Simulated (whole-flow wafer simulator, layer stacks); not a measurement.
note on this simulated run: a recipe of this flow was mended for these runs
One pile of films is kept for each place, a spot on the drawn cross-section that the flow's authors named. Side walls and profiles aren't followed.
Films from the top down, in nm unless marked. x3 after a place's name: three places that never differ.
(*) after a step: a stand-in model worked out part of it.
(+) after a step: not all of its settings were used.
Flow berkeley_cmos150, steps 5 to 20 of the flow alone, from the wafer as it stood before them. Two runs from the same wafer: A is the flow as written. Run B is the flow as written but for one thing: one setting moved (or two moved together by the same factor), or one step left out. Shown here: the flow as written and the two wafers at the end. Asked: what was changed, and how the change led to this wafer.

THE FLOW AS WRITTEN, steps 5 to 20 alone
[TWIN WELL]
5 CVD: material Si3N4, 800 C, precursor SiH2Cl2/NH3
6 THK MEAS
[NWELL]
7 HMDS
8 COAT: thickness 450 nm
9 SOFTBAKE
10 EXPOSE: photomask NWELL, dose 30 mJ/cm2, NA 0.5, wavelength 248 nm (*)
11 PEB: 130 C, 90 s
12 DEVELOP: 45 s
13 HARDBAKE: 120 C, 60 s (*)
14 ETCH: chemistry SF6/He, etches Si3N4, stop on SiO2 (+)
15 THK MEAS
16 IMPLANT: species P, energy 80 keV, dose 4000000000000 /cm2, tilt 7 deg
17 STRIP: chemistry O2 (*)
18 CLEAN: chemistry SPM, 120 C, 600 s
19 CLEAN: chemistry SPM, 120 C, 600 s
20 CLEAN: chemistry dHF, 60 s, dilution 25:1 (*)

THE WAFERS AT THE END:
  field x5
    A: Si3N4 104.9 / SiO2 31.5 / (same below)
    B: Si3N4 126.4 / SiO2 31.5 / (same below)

The cause: step 5, CVD: 820 C was run, where the flow has 800 C.

How the change led to this, step by step:
  5 CVD: material Si3N4, 800 C, precursor SiH2Cl2/NH3
      field x5, field_p x3: A Si3N4 +106 (new film) | B Si3N4 +127.5 (new film)
  14 ETCH: chemistry SF6/He, etches Si3N4, stop on SiO2 (+)
      field x5: A KrF-resist -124 | B KrF-resist -147.3
      field_p x3: A Si3N4 -106 (all of it), SiO2 -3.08 | B Si3N4 -127.5 (all of it), SiO2 -3.08
  17 STRIP: chemistry O2 (*)
      field x5: A KrF-resist -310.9 (all of it) | B KrF-resist -287.6 (all of it)
